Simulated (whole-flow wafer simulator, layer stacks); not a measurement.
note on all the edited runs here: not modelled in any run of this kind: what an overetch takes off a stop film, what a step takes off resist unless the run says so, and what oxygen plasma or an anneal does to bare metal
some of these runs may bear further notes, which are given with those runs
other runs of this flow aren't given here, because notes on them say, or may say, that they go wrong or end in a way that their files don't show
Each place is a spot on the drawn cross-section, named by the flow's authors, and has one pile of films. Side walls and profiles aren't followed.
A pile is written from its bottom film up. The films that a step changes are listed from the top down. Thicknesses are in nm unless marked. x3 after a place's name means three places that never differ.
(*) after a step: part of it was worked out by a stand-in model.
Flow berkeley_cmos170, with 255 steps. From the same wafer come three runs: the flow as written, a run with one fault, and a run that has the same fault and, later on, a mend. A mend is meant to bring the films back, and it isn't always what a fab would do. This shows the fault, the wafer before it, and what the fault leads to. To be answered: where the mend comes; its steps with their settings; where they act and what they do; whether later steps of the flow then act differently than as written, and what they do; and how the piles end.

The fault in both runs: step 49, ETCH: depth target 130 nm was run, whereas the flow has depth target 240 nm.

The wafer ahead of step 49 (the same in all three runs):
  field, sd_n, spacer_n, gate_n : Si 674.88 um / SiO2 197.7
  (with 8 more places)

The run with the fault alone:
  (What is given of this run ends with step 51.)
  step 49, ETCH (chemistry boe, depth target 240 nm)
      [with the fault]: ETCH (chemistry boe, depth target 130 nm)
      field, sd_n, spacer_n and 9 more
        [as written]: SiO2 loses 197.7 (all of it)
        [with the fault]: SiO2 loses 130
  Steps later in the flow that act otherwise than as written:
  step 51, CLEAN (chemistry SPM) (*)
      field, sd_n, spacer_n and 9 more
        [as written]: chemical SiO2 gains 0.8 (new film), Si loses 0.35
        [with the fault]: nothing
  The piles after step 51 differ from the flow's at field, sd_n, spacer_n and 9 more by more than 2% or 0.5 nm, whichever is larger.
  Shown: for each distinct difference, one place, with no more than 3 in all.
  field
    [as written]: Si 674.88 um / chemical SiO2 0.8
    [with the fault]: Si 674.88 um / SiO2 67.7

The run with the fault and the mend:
  The mend follows step 50.
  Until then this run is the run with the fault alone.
  step 50a, ETCH (chemistry boe, depth target 110 nm) (a further turn of the flow's step 49, with different settings)
      field, sd_n, spacer_n and 9 more
        SiO2 loses 67.7 (all of it)
  Every later step of the flow that is run acts as written at every place that is followed.
  By the end, the piles equal the flow's at every place that both follow.
